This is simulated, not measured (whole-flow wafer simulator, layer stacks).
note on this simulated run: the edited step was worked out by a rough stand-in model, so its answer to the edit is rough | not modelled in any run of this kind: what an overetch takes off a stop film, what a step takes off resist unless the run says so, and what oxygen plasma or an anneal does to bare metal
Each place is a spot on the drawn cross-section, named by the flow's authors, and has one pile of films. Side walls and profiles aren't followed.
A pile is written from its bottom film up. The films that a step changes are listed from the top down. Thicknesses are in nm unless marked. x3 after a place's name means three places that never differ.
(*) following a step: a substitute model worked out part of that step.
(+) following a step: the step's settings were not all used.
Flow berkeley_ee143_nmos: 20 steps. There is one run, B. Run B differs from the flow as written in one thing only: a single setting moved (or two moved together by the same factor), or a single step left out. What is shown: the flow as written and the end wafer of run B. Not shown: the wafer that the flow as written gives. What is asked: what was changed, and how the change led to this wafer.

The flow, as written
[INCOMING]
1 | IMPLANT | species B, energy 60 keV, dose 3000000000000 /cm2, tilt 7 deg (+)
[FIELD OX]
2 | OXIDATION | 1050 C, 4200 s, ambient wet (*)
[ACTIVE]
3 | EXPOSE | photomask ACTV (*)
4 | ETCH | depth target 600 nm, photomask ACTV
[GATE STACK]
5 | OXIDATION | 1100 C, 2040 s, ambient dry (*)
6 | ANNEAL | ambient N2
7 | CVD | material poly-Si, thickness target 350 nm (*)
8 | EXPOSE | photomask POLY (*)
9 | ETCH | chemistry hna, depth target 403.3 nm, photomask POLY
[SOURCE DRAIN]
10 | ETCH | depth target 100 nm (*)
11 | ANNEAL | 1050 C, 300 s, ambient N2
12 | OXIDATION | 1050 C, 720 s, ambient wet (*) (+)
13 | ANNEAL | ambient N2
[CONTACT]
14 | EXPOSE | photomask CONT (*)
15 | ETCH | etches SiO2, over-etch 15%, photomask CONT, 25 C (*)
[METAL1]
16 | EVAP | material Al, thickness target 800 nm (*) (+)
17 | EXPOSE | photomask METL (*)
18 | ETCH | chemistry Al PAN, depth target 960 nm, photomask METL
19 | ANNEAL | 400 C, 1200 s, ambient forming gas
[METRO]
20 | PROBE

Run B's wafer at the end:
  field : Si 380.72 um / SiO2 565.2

The reason: step 10, ETCH: depth target 80 nm was run, though the flow has depth target 100 nm.

The path from the change to this, step by step:
  10 | ETCH | depth target 100 nm (*)
      field: SiO2 loses 80 (as written it would have been: SiO2 loses 100)
  12 | OXIDATION | 1050 C, 720 s, ambient wet (*) (+)
      field: SiO2 gains 67.2, Si loses 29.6 (as written it would have been: SiO2 gains 69.1, Si loses 30.4)
